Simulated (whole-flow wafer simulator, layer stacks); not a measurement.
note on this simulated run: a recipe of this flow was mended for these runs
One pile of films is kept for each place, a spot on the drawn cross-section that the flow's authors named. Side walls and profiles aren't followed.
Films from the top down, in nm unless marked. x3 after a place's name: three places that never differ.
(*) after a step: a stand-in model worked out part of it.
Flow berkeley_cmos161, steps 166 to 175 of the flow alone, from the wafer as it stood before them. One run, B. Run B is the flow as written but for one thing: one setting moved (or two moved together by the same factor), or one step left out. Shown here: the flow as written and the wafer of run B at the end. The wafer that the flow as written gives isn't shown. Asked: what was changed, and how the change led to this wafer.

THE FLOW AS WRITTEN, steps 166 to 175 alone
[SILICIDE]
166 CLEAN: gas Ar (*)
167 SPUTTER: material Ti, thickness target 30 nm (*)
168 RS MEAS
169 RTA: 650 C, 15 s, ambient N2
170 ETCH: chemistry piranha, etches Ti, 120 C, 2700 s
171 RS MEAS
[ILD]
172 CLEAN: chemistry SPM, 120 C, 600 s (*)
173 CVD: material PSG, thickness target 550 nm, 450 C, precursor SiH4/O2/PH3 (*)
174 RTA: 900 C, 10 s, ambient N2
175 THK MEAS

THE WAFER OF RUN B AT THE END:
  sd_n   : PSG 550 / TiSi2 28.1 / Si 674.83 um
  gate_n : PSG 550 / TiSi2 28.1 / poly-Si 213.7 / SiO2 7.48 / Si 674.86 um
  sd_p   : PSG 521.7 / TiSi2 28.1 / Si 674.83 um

The cause: step 167, SPUTTER: thickness target 16 nm was run, where the flow has thickness target 30 nm.

How the change led to this, step by step:
  167 SPUTTER: material Ti, thickness target 30 nm (*)
      field, sd_n, spacer_n, gate_n, sd_p, spacer_p, gate_p, contact x2: Ti +16 (new film) (as written it would be: Ti +30 (new film))
  169 RTA: 650 C, 15 s, ambient N2
      sd_n, sd_p, contact x2: Ti -12.5, TiSi2 C49 +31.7 (new film), Si -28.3 (as written it would be: Ti -23.4, TiSi first +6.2 (new film), TiSi2 C49 +50.3 (new film), Si -49)
      gate_n, gate_p: Ti -12.5, TiSi2 C49 +31.7 (new film), poly-Si -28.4 (as written it would be: Ti -23.4, TiSi first +6.2 (new film), TiSi2 C49 +50.3 (new film), poly-Si -49.2)
  170 ETCH: chemistry piranha, etches Ti, 120 C, 2700 s
      sd_n, gate_n, sd_p, gate_p, contact x2: Ti -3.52 (all of it), TiSi2 C49 -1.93 (as written it would be: Ti -6.6 (all of it), TiSi first -1.93)
      field, spacer_n, spacer_p: Ti -16 (all of it) (as written it would be: Ti -30 (all of it))
  174 RTA: 900 C, 10 s, ambient N2
      sd_n, sd_p, contact x2: under 1 film: TiSi2 +28.1 (new film), TiSi2 C49 -29.8 (all of it) (as written it would be: under 1 film: TiSi2 +53.3 (new film), TiSi first -4.27 (all of it), TiSi2 C49 -50.3 (all of it), Si -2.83)
      gate_n, gate_p: under 1 film: TiSi2 +28.1 (new film), TiSi2 C49 -29.8 (all of it) (as written it would be: under 1 film: TiSi2 +53.3 (new film), TiSi first -4.27 (all of it), TiSi2 C49 -50.3 (all of it), poly-Si -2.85)
